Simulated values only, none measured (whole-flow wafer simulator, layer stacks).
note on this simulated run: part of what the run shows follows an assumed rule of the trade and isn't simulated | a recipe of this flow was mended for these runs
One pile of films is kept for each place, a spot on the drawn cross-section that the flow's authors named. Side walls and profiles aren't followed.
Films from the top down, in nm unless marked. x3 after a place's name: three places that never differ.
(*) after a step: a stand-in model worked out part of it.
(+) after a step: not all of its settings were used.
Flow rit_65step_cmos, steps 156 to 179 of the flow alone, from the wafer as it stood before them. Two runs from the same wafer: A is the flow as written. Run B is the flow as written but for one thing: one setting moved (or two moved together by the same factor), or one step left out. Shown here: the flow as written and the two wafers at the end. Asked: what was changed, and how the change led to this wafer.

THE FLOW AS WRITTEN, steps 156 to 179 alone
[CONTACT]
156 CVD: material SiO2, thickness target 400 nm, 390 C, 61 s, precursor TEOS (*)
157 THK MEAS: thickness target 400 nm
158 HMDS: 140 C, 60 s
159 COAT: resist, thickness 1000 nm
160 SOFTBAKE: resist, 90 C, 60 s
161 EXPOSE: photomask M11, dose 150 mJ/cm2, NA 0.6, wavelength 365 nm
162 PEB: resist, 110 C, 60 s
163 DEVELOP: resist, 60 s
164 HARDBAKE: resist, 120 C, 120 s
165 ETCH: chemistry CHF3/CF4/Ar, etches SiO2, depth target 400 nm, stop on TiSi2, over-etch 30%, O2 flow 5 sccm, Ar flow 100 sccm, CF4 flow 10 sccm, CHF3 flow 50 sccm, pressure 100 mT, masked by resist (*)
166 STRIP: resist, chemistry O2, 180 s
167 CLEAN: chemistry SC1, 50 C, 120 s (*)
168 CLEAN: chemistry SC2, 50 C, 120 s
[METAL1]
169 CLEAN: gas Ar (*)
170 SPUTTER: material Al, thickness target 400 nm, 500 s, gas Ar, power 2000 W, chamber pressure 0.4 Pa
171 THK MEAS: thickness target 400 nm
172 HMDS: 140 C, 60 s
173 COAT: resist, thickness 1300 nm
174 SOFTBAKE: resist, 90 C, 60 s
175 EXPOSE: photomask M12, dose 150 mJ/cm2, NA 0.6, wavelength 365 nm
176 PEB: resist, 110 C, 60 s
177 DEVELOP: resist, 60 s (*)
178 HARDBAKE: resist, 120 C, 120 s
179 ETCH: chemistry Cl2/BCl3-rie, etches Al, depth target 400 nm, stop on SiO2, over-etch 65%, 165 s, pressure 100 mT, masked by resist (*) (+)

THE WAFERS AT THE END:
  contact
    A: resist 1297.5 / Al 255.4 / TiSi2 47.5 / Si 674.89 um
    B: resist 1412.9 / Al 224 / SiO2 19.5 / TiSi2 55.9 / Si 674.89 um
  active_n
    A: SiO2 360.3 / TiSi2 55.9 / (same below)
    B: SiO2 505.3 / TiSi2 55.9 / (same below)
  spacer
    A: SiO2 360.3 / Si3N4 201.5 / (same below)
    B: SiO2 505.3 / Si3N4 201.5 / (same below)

The cause: step 156, CVD: thickness target 545 nm was run, where the flow has thickness target 400 nm; step 156, CVD: 83 s was run, where the flow has 61 s.

How the change led to this, step by step:
  156 CVD: material SiO2, thickness target 400 nm, 390 C, 61 s, precursor TEOS (*)
      active_n, active_p, gate_n and 7 more: A SiO2 +400 (new film) | B SiO2 +545 (new film)
      field, field_pw, field_nw, field_p: A SiO2 +400 | B SiO2 +545
  165 ETCH: chemistry CHF3/CF4/Ar, etches SiO2, depth target 400 nm, stop on TiSi2, over-etch 30%, O2 flow 5 sccm, Ar flow 100 sccm, CF4 flow 10 sccm, CHF3 flow 50 sccm, pressure 100 mT, masked by resist (*)
      contact: A SiO2 -400 (all of it), TiSi2 -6 | B SiO2 -520
  169 CLEAN: gas Ar (*)
      contact: A TiSi2 -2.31 | B SiO2 -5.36
  170 SPUTTER: material Al, thickness target 400 nm, 500 s, gas Ar, power 2000 W, chamber pressure 0.4 Pa
      contact: A Al +255.4 (new film) | B Al +224 (new film)
  173 COAT: resist, thickness 1300 nm
      contact: A resist +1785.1 (new film) | B resist +1912.9 (new film)
  176 PEB: resist, 110 C, 60 s
      contact: A resist -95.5 | B resist -102.8
  178 HARDBAKE: resist, 120 C, 120 s
      contact: A resist -62.1 | B resist -67.2
